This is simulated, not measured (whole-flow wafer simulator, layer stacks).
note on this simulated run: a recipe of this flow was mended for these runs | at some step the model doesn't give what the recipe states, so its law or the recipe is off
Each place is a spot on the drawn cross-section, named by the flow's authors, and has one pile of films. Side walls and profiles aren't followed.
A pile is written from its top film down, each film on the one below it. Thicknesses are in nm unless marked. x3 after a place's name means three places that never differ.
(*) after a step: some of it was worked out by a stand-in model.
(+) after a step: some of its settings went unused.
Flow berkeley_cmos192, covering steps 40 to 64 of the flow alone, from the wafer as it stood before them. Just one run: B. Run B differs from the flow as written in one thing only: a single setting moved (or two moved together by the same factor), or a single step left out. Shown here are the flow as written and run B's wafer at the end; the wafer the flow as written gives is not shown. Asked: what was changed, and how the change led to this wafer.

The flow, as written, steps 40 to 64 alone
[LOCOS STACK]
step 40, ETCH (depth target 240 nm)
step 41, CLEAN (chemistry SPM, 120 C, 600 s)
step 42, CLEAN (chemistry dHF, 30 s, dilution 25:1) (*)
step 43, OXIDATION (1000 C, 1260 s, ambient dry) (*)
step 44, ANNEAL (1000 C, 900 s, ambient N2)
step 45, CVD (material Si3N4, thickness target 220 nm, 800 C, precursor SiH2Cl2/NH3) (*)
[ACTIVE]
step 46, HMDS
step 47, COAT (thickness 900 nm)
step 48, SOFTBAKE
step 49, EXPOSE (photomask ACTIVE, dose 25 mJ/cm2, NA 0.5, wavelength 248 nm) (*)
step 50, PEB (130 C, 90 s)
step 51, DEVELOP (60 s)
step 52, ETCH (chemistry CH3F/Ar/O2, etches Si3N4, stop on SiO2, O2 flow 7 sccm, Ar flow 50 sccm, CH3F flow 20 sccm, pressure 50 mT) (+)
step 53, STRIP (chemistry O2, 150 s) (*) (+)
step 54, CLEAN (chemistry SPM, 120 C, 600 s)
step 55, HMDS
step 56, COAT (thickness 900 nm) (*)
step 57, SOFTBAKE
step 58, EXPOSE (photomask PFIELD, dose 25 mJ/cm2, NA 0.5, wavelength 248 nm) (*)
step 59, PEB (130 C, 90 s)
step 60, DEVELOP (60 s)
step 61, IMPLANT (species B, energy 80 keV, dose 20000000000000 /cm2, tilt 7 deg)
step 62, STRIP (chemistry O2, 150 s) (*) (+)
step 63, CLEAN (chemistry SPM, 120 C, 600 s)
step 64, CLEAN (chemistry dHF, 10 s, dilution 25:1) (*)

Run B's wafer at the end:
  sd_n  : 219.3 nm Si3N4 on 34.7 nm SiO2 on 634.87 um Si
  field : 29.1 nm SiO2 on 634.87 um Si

Cause: step 40, ETCH: depth target 180 nm was run, whereas the flow has depth target 240 nm.

The path from the change to this, step by step:
  step 40, ETCH (depth target 240 nm)
      field, sd_n, spacer_n and 6 more: SiO2 loses 180 (in the flow as written it would be: SiO2 loses 197.6 (all of it))
  step 41, CLEAN (chemistry SPM, 120 C, 600 s)
      field, sd_n, spacer_n and 6 more: nothing (in the flow as written it would be: chemical SiO2 gains 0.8 (new film), Si loses 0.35)
  step 42, CLEAN (chemistry dHF, 30 s, dilution 25:1) (*)
      field, sd_n, spacer_n and 6 more: SiO2 loses 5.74 (in the flow as written it would be: chemical SiO2 loses 0.8 (all of it))
  step 43, OXIDATION (1000 C, 1260 s, ambient dry) (*)
      field, sd_n, spacer_n and 6 more: SiO2 gains 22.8, Si loses 10 (in the flow as written it would be: SiO2 gains 26.6 (new film), Si loses 11.7)
